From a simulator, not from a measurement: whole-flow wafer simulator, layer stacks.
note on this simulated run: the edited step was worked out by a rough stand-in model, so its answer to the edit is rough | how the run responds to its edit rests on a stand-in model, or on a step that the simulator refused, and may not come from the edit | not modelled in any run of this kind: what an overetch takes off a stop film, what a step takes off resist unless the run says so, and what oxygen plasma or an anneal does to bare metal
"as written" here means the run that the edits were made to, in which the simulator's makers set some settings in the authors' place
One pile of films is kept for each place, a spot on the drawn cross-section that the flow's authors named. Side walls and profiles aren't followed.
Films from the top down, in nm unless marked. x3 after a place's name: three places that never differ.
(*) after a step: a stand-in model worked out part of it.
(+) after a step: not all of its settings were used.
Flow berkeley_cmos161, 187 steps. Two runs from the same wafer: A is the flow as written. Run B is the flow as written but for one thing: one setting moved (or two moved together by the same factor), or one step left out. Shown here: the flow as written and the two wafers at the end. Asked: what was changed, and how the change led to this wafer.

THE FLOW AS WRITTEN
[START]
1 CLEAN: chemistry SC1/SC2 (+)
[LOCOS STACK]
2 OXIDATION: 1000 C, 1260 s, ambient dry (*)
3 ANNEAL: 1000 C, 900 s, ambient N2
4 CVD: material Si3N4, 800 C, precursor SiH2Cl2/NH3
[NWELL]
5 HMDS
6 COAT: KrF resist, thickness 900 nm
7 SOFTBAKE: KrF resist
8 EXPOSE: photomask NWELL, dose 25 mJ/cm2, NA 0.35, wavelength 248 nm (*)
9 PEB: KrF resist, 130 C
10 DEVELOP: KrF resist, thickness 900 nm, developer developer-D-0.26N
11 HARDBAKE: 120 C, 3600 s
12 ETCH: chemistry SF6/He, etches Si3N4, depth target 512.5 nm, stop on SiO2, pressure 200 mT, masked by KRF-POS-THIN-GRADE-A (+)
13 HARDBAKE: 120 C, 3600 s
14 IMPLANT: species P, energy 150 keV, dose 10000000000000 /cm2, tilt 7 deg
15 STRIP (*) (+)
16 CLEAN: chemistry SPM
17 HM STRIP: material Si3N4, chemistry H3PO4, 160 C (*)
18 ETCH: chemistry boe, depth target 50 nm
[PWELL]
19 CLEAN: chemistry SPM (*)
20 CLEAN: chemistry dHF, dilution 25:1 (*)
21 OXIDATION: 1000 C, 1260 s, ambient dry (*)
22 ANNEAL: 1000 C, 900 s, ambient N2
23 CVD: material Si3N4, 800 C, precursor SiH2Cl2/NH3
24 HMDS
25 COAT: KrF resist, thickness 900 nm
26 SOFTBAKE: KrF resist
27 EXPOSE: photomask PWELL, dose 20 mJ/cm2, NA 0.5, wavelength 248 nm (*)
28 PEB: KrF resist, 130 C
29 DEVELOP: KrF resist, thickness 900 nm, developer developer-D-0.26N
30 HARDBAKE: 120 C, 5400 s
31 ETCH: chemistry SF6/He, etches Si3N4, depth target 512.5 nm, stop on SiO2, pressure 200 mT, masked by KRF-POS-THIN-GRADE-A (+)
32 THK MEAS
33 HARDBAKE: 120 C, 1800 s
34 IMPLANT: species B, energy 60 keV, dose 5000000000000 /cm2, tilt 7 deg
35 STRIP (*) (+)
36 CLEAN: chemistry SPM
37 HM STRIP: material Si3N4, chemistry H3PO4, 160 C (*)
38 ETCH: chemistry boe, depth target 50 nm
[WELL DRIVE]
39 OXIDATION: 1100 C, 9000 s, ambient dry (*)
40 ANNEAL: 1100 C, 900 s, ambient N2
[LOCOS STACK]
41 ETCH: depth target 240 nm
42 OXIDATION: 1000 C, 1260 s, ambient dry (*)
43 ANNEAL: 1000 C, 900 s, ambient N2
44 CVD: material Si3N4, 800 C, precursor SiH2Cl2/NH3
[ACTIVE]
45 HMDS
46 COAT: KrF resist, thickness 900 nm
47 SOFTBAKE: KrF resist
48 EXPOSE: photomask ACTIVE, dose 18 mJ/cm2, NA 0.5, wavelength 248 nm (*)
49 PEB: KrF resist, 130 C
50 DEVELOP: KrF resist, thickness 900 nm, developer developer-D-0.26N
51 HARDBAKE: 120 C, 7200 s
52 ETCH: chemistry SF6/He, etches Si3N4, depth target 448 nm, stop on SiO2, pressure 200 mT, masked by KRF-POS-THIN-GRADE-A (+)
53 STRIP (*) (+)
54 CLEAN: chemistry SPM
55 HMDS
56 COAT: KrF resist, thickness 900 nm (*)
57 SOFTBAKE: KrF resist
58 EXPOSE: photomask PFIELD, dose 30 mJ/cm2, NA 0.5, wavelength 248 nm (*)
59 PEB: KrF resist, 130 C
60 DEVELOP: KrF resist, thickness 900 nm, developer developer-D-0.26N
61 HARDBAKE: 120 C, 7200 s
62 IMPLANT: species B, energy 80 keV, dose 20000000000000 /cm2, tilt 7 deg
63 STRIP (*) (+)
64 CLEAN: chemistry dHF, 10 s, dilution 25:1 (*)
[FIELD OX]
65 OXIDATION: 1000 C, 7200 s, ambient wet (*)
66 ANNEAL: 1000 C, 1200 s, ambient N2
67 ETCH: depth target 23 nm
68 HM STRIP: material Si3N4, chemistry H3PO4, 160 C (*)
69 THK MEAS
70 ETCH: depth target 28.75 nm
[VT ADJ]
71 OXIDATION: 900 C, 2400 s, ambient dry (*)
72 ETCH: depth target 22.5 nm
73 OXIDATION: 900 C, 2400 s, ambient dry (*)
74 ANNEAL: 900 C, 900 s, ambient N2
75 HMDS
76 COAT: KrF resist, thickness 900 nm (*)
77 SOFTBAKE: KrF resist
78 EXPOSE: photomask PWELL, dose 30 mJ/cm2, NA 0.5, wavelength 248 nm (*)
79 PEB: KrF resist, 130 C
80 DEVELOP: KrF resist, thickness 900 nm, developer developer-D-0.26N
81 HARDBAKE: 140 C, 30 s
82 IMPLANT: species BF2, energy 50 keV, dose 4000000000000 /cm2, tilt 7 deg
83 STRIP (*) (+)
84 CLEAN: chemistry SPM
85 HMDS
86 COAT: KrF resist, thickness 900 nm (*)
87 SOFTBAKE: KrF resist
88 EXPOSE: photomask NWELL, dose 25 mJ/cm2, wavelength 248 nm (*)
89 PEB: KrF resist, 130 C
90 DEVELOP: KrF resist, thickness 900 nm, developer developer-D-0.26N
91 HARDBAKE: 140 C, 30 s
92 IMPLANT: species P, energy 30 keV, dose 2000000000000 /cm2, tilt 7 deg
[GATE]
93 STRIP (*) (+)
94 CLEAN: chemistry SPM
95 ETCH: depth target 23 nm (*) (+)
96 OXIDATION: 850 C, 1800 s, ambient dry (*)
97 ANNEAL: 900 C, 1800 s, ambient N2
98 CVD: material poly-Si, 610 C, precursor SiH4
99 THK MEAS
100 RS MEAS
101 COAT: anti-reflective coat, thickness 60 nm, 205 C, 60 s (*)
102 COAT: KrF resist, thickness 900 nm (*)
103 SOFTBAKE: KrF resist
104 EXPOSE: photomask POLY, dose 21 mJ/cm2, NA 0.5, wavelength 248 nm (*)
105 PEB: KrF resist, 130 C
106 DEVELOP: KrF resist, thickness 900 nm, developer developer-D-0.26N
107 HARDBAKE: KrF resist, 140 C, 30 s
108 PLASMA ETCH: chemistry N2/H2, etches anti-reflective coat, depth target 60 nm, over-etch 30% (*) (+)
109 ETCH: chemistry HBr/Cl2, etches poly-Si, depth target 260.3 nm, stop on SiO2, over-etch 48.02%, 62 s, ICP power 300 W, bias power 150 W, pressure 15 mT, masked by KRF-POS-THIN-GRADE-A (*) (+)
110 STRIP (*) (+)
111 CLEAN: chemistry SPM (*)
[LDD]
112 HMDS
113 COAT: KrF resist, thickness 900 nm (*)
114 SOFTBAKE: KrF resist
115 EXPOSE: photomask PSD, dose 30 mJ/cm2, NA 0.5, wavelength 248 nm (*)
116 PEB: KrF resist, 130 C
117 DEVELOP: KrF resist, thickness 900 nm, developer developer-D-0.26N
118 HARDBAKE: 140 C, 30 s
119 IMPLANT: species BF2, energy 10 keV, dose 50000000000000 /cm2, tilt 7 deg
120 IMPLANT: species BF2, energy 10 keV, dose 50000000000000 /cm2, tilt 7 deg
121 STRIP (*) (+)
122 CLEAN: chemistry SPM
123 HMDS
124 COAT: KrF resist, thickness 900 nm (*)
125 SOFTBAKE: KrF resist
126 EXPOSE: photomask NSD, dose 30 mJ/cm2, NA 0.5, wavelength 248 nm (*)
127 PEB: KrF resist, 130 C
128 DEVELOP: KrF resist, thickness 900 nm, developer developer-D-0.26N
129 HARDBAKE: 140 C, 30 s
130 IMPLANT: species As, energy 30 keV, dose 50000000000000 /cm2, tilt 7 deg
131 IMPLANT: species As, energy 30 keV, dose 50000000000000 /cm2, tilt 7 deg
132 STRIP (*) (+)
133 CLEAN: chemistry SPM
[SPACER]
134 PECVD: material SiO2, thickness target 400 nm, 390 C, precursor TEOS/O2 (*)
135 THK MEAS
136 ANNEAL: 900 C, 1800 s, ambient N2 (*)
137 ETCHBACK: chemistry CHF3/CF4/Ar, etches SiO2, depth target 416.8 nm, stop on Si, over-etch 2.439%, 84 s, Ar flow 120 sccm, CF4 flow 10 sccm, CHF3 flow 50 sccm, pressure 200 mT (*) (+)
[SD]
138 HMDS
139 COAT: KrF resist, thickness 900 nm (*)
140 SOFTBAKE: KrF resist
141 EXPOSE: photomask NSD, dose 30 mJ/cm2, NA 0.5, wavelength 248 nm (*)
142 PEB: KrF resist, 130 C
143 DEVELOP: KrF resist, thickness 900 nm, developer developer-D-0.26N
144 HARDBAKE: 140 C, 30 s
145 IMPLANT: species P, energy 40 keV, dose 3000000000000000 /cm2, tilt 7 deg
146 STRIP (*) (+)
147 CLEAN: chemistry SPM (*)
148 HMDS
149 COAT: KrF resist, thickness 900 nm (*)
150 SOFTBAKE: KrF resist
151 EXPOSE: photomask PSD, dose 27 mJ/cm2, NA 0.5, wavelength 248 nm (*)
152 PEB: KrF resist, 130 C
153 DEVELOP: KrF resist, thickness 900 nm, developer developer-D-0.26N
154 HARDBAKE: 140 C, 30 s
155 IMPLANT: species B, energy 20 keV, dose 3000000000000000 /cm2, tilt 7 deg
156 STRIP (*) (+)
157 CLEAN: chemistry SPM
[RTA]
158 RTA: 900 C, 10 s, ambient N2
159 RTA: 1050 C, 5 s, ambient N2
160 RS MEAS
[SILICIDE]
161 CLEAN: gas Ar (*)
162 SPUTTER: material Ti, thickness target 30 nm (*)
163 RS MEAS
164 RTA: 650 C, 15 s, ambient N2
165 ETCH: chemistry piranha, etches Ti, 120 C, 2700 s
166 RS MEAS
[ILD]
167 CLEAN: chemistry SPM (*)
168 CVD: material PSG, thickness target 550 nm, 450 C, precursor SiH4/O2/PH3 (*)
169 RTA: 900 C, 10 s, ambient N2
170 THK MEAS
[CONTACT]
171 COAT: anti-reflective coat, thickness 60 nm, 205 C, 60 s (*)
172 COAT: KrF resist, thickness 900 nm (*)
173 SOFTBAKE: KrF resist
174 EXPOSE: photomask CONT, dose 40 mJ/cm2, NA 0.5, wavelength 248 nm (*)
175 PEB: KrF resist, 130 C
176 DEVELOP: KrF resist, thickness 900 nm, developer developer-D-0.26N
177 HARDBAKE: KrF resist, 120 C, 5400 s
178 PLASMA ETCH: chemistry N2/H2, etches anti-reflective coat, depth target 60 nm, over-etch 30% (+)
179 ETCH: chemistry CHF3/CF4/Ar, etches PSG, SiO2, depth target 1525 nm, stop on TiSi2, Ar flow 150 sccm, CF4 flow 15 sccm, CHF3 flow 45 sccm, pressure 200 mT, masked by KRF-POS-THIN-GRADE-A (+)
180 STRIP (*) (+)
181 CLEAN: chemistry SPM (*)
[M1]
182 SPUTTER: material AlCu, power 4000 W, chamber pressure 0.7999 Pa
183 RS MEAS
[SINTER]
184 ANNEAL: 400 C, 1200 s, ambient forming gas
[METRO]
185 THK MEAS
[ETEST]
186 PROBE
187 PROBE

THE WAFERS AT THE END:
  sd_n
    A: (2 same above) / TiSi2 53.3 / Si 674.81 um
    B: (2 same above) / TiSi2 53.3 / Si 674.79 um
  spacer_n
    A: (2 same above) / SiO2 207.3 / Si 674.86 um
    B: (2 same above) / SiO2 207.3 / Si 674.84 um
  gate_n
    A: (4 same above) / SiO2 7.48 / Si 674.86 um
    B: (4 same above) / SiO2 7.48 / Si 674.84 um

The cause: step 2, OXIDATION: 1150 C was run, where the flow has 1000 C.

How the change led to this, step by step:
  2 OXIDATION: 1000 C, 1260 s, ambient dry (*)
      field, sd_n, spacer_n and 6 more: A SiO2 +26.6 (new film), chemical SiO2 -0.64 (all of it), Si -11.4 | B SiO2 +80 (new film), chemical SiO2 -0.64 (all of it), Si -34.9
  18 ETCH: chemistry boe, depth target 50 nm
      field, sd_n, spacer_n, gate_n, contact, m1: A SiO2 -24.5 (all of it) | B SiO2 -50
      sd_p, spacer_p, gate_p: A SiO2 -14.3 (all of it) | B SiO2 -50
  19 CLEAN: chemistry SPM (*)
      field, sd_n, spacer_n and 6 more: A chemical SiO2 +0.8 (new film), Si -0.35 | B nothing
  20 CLEAN: chemistry dHF, dilution 25:1 (*)
      field, sd_n, spacer_n, gate_n, contact, m1: A chemical SiO2 -0.8 (all of it) | B SiO2 -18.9
      sd_p, spacer_p, gate_p: A chemical SiO2 -0.8 (all of it) | B SiO2 -17.6 (all of it)
  21 OXIDATION: 1000 C, 1260 s, ambient dry (*)
      field, sd_n, spacer_n, gate_n, contact, m1: A SiO2 +26.6 (new film), Si -11.7 | B SiO2 +19.5, Si -8.56
  38 ETCH: chemistry boe, depth target 50 nm
      field, sd_n, spacer_n, gate_n, contact: A SiO2 -12.2 (all of it) | B SiO2 -14.1 (all of it)
      m1: A SiO2 -24.4 (all of it) | B SiO2 -26.3 (all of it)
  65 OXIDATION: 1000 C, 7200 s, ambient wet (*)
      sd_p: A SiO2 +12.1 (new film), Si3N4 -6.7, SiO2 +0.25, Si -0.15 | B SiO2 +12.1 (new film), Si3N4 -6.7
